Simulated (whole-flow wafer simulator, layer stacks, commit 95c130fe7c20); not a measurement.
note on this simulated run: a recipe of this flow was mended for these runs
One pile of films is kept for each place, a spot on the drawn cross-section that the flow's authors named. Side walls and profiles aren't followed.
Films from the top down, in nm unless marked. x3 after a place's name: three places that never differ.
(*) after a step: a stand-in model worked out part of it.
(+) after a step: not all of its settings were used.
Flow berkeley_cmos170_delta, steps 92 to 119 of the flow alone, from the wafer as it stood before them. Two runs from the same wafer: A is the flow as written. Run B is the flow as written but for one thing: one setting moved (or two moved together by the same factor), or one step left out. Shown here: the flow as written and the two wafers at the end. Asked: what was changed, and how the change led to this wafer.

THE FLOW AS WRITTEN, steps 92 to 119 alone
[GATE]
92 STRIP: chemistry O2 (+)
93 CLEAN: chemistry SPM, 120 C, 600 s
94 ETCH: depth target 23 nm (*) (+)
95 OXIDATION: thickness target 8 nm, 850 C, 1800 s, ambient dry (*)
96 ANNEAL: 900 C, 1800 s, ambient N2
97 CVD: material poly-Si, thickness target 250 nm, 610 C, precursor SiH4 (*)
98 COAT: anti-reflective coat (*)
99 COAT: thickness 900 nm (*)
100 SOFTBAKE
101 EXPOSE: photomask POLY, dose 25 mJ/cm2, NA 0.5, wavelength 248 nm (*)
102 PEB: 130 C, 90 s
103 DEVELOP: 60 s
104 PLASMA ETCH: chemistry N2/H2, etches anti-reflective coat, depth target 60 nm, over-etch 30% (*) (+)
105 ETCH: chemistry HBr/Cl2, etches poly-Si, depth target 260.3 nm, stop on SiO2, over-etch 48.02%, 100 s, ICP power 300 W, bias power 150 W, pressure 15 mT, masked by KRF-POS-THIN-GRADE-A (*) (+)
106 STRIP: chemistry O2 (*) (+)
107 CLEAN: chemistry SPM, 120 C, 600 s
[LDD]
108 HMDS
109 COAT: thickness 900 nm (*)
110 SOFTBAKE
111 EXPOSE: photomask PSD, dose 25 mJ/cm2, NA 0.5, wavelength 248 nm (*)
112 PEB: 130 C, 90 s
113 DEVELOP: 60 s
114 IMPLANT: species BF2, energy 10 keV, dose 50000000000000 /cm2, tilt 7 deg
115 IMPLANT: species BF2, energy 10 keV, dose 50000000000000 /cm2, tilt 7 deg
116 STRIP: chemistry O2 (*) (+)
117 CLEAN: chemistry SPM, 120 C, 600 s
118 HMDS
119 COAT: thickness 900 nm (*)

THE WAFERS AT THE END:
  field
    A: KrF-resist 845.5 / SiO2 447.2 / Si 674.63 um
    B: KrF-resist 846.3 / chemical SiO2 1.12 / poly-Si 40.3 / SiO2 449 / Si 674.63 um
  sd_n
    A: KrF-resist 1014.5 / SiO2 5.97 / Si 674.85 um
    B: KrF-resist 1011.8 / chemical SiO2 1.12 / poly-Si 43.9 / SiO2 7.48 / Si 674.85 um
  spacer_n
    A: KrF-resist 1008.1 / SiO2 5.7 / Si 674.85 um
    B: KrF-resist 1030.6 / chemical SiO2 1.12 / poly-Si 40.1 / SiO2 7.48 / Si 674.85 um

The cause: step 97, CVD: thickness target 431 nm was run, where the flow has thickness target 250 nm.

How the change led to this, step by step:
  97 CVD: material poly-Si, thickness target 250 nm, 610 C, precursor SiH4 (*)
      field, sd_n, spacer_n and 6 more: A poly-Si +250 (new film) | B poly-Si +431 (new film)
  98 COAT: anti-reflective coat (*)
      field: A anti-reflective coat +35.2 (new film) | B anti-reflective coat +37 (new film)
      sd_n: A anti-reflective coat +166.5 (new film) | B anti-reflective coat +176.4 (new film)
      (and at 2 more places)
  104 PLASMA ETCH: chemistry N2/H2, etches anti-reflective coat, depth target 60 nm, over-etch 30% (*) (+)
      field: A anti-reflective coat -35.2 (all of it), poly-Si -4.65 | B anti-reflective coat -37 (all of it), poly-Si -4.93
      sd_n: A anti-reflective coat -166.5 (all of it), poly-Si -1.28 | B anti-reflective coat -176.4 (all of it), poly-Si -1.36
      (and at 2 more places)
  105 ETCH: chemistry HBr/Cl2, etches poly-Si, depth target 260.3 nm, stop on SiO2, over-etch 48.02%, 100 s, ICP power 300 W, bias power 150 W, pressure 15 mT, masked by KRF-POS-THIN-GRADE-A (*) (+)
      field: A poly-Si -245.4 (all of it), SiO2 -1.77 | B poly-Si -385.3
      sd_n: A poly-Si -248.7 (all of it), SiO2 -1.52 | B poly-Si -385.3
      (and at 5 more places)
  106 STRIP: chemistry O2 (*) (+)
      field, sd_n, spacer_n, sd_p, spacer_p, contact, m1: A nothing | B chemical SiO2 +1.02 (new film), poly-Si -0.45
  109 COAT: thickness 900 nm (*)
      spacer_n: A KrF-resist +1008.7 (new film) | B KrF-resist +1030.8 (new film)
      gate: A KrF-resist +758.7 (new film) | B KrF-resist +644.7 (new film)
      (and at 2 more places)
  113 DEVELOP: 60 s
      spacer_p: A KrF-resist -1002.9 (all of it) | B KrF-resist -1024.4 (all of it)
      gate_p: A KrF-resist -752.9 (all of it) | B KrF-resist -638.6 (all of it)
  116 STRIP: chemistry O2 (*) (+)
      spacer_n: A KrF-resist -991.4 (all of it) | B KrF-resist -1013.5 (all of it), chemical SiO2 +0.1, poly-Si -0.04
      gate: A KrF-resist -742.2 (all of it), chemical SiO2 +0.17 | B KrF-resist -628.4 (all of it), chemical SiO2 +0.17
  119 COAT: thickness 900 nm (*)
      spacer_n: A KrF-resist +1008.1 (new film) | B KrF-resist +1030.6 (new film)
      gate: A KrF-resist +758 (new film) | B KrF-resist +644.5 (new film)
      (and at 2 more places)
